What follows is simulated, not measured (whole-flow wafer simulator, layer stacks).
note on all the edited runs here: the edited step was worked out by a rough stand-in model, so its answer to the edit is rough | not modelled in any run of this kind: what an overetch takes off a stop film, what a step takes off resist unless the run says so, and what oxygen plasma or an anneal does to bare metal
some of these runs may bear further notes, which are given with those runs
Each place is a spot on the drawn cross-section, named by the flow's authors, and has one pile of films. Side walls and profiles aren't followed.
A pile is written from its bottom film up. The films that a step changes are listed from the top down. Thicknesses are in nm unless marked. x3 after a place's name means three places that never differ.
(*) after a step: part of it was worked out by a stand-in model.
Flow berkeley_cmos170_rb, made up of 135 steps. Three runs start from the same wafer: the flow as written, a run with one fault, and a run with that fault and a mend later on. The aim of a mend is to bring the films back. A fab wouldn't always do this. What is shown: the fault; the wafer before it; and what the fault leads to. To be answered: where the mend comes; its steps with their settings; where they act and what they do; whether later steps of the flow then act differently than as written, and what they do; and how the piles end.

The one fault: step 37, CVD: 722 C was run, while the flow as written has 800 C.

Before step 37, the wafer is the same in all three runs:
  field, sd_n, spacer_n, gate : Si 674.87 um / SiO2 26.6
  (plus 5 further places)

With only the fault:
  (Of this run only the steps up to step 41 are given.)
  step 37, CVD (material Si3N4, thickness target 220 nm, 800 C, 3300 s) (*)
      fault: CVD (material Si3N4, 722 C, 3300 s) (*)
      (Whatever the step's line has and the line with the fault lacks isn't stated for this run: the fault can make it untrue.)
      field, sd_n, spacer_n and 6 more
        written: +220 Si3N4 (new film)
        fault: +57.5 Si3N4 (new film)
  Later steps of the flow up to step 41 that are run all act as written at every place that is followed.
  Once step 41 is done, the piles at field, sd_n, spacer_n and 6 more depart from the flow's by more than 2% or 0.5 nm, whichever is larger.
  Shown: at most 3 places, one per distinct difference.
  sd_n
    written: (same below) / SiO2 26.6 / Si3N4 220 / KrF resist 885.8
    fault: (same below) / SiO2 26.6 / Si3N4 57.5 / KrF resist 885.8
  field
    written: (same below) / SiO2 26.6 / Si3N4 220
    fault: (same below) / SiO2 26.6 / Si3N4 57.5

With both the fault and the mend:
  After step 37 comes the mend.
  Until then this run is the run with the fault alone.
  step 37a, CVD (material Si3N4, thickness target 162.5 nm, 800 C, 2437 s) (*) (the flow's step 37 again, with other settings)
      field, sd_n, spacer_n and 6 more
        +162.5 Si3N4
  Later steps of the flow that are run all act as written at every place that is followed, up to a difference of at most 2% or 0.5 nm, whichever is larger.
  At every place that both follow, the piles at the end match the flow's.
